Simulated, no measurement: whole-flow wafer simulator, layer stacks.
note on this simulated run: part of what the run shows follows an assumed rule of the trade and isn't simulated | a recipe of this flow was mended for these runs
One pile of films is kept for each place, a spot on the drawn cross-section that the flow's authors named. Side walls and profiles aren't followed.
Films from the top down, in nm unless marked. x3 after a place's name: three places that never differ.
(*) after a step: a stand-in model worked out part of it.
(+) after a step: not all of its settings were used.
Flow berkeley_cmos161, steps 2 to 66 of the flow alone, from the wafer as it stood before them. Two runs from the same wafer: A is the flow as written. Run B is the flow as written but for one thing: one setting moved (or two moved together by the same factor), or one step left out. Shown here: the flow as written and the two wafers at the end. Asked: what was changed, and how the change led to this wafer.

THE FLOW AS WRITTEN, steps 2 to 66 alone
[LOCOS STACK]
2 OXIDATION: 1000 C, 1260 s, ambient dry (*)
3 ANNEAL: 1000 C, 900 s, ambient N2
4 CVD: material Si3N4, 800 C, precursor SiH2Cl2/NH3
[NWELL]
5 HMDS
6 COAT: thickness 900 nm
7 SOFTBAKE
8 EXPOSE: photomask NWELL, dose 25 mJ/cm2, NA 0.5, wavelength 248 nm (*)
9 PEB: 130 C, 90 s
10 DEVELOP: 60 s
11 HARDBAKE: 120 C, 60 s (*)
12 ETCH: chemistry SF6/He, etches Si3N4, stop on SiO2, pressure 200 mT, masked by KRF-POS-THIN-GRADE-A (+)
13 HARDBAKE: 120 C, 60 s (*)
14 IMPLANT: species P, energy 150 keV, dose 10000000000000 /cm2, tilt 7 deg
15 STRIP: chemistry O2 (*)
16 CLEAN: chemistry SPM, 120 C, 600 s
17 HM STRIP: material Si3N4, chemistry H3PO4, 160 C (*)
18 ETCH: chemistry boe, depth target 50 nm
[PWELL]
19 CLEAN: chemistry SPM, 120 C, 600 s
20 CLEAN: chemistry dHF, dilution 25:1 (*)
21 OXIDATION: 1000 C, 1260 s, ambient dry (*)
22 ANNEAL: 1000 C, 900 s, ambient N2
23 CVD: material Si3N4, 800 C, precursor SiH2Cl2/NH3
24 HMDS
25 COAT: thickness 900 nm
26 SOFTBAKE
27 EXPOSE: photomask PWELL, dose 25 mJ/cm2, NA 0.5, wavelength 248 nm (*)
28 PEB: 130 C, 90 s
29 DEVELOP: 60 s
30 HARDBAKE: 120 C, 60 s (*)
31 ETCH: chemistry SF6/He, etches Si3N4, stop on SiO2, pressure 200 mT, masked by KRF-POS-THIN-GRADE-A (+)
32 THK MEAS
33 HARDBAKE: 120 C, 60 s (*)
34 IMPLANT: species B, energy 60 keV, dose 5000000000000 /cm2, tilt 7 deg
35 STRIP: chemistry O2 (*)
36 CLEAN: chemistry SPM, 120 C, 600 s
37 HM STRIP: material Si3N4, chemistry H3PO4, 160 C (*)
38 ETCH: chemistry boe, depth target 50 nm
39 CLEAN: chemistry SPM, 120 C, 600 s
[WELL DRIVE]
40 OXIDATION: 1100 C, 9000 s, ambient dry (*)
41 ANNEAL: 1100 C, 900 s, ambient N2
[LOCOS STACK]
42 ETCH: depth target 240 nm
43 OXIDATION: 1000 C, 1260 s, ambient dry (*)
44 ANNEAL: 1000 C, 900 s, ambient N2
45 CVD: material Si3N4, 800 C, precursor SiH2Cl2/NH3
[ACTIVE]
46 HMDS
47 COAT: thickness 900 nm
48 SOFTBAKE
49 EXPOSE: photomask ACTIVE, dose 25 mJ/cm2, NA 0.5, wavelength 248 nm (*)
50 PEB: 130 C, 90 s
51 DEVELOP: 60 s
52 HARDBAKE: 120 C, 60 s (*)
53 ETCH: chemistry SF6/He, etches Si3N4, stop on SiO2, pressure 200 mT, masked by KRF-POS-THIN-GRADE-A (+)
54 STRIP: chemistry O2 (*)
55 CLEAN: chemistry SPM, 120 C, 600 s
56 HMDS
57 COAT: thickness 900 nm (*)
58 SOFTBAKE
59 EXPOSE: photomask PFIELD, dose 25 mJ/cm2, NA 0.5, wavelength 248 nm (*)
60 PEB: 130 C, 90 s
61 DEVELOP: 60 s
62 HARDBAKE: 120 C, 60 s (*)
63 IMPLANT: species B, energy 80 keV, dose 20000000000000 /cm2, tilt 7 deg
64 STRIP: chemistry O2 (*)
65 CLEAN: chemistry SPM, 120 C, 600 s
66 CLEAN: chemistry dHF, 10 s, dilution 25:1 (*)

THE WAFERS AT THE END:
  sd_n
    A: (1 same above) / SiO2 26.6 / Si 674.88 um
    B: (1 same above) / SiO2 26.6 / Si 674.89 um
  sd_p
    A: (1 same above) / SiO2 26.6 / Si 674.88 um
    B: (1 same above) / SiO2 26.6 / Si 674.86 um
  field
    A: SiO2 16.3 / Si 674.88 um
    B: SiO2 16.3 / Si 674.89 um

The cause: step 2, OXIDATION: 700 C was run, where the flow has 1000 C.

How the change led to this, step by step:
  2 OXIDATION: 1000 C, 1260 s, ambient dry (*)
      field, sd_n, spacer_n and 6 more: A SiO2 +26.6 (new film), chemical SiO2 -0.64 (all of it), Si -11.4 | B SiO2 +2.59 (new film), chemical SiO2 -0.64 (all of it), Si -0.85
  12 ETCH: chemistry SF6/He, etches Si3N4, stop on SiO2, pressure 200 mT, masked by KRF-POS-THIN-GRADE-A (+)
      sd_p, spacer_p, gate_p: A Si3N4 -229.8 (all of it), SiO2 -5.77 | B Si3N4 -229.8 (all of it), SiO2 -2.59 (all of it), Si -30
  15 STRIP: chemistry O2 (*)
      sd_p, spacer_p, gate_p: A nothing | B chemical SiO2 +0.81 (new film), Si -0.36
  17 HM STRIP: material Si3N4, chemistry H3PO4, 160 C (*)
      field, sd_n, spacer_n, gate_n, contact, m1: A Si3N4 -229.8 (all of it), SiO2 -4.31 | B chemical SiO2 +0.5 (new film), Si3N4 -229.8 (all of it), SiO2 -2.59 (all of it), Si -0.22
      sd_p, spacer_p, gate_p: A SiO2 -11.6 | B chemical SiO2 -0.31, Si -0.22
  18 ETCH: chemistry boe, depth target 50 nm
      field, sd_n, spacer_n, gate_n, contact, m1: A SiO2 -22.3 (all of it) | B chemical SiO2 -0.5 (all of it)
      sd_p, spacer_p, gate_p: A SiO2 -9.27 (all of it) | B chemical SiO2 -0.5 (all of it)
  35 STRIP: chemistry O2 (*)
      sd_p: A KrF-resist -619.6 (all of it) | B KrF-resist -634.3 (all of it)
      spacer_p: A KrF-resist -619.6 (all of it) | B KrF-resist -632.5 (all of it)
      (and at 1 more place)
  54 STRIP: chemistry O2 (*)
      sd_p: A KrF-resist -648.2 (all of it) | B KrF-resist -663.8 (all of it)
